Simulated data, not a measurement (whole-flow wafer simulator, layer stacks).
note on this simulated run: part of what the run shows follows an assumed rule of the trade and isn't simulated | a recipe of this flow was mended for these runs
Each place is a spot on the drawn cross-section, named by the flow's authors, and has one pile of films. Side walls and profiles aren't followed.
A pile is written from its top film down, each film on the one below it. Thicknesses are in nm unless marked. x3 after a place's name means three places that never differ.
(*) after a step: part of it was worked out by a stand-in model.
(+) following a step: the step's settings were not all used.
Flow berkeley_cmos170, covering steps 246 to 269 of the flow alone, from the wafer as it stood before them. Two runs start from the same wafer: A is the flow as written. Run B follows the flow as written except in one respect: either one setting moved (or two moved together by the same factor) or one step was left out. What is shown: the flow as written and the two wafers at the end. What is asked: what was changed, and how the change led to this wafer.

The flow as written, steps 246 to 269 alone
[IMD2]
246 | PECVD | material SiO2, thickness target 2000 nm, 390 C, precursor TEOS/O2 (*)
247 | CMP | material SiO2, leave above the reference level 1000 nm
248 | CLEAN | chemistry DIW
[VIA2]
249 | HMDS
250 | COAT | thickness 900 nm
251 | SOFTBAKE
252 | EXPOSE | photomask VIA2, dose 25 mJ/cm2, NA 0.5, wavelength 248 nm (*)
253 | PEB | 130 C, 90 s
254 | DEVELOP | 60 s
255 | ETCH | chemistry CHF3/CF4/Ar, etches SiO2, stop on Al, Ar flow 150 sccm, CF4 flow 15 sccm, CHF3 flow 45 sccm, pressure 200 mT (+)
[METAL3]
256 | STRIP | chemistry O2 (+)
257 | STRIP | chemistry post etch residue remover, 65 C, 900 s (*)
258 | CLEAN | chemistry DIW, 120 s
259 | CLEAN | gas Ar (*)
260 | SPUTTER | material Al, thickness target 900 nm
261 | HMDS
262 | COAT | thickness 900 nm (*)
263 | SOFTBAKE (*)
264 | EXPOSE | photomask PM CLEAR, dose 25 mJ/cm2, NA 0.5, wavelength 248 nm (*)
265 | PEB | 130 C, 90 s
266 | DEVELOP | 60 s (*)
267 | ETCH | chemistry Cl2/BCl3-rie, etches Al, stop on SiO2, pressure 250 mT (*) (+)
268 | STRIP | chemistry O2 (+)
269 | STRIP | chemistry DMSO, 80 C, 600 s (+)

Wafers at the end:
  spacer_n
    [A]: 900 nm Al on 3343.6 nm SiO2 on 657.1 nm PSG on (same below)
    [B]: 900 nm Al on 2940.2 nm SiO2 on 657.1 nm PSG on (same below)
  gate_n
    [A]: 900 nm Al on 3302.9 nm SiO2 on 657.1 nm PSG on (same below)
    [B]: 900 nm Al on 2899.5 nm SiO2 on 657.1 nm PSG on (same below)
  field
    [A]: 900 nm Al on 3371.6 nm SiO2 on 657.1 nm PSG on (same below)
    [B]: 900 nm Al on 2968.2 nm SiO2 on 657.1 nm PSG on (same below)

What caused this: step 246, PECVD: thickness target 1550 nm was run, though the flow has thickness target 2000 nm.

The path from the change to this, step by step:
  246 | PECVD | material SiO2, thickness target 2000 nm, 390 C, precursor TEOS/O2 (*)
      field, mark, sd_n, spacer_n, gate_n, sd_p, spacer_p, gate_p: A +2000 SiO2 | B +1550 SiO2
      contact, m1, m2, via2: A +2000 SiO2 (new film) | B +1550 SiO2 (new film)
      (and at 1 other place as well)
  247 | CMP | material SiO2, leave above the reference level 1000 nm
      field, sd_n, spacer_n, gate_n, sd_p, spacer_p, gate_p: A -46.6 SiO2 | B nothing
      contact, m1, via1, m2, via2: A -1000 SiO2 | B -550 SiO2
  250 | COAT | thickness 900 nm
      sd_n: A +900 KrF-resist (new film) | B +1060.7 KrF-resist (new film)
      contact: A +900 KrF-resist (new film) | B +749.3 KrF-resist (new film)
      (and at 4 other places as well)
  253 | PEB | 130 C, 90 s
      m2: A -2 KrF-resist | B -1.45 KrF-resist
  254 | DEVELOP | 60 s
      via2: A -898 KrF-resist (all of it) | B -740.1 KrF-resist (all of it)
  256 | STRIP | chemistry O2 (+)
      sd_n: A -607.6 KrF-resist (all of it) | B -767.9 KrF-resist (all of it)
      sd_p: A -607.6 KrF-resist (all of it) | B -620.5 KrF-resist (all of it)
      (and at 6 other places as well)
  262 | COAT | thickness 900 nm (*)
      sd_n: A +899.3 KrF-resist (new film) | B +1059.1 KrF-resist (new film)
      contact: A +898.4 KrF-resist (new film) | B +740.7 KrF-resist (new film)
      (and at 4 other places as well)
  265 | PEB | 130 C, 90 s
      m2: A -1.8 KrF-resist | B -1.27 KrF-resist
      via2: A -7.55 KrF-resist | B -6.49 KrF-resist
  268 | STRIP | chemistry O2 (+)
      sd_n: A -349 KrF-resist (all of it) | B -508.4 KrF-resist (all of it)
      gate_n: A -349.7 KrF-resist (all of it) | B -357 KrF-resist (all of it)
      (and at 8 other places as well)
